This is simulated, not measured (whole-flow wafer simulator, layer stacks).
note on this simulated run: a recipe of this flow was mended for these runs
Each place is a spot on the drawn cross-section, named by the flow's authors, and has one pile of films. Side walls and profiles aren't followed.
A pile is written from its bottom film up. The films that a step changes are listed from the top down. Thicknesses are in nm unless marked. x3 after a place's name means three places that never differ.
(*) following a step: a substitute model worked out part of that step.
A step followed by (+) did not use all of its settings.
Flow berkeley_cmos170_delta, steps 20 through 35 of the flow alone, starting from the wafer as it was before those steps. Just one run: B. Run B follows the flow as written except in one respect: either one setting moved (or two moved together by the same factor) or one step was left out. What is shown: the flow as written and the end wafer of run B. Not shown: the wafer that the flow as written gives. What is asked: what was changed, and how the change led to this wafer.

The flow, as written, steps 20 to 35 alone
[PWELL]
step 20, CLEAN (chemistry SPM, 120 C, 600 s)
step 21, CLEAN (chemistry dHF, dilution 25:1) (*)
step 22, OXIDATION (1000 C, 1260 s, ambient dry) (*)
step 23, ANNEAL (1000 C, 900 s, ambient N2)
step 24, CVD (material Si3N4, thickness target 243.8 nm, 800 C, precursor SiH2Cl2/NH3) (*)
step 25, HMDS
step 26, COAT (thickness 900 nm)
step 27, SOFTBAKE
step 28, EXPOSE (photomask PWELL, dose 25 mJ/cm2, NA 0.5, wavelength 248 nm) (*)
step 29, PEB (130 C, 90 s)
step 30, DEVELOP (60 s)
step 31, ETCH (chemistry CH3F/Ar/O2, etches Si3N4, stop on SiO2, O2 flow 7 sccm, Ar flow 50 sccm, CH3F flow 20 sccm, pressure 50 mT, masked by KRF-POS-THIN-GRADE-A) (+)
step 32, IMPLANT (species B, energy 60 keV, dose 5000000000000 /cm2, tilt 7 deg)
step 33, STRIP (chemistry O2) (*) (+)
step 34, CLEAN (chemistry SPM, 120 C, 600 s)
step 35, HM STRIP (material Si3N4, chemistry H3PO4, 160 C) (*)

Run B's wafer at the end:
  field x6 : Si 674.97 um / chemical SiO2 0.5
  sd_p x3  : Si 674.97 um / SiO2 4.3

The reason: step 35, HM STRIP: 171 C was run, while the flow as written has 160 C.

The path from the change to this, step by step:
  step 35, HM STRIP (material Si3N4, chemistry H3PO4, 160 C) (*)
      field x6: chemical SiO2 gains 0.5 (new film), SiO2 loses 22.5 (all of it), Si loses 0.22 (as written it would have been: SiO2 loses 15.5)
      sd_p x3: Si3N4 loses 243.8 (all of it), SiO2 loses 22.2 (as written it would have been: Si3N4 loses 243.8 (all of it), SiO2 loses 7.62)
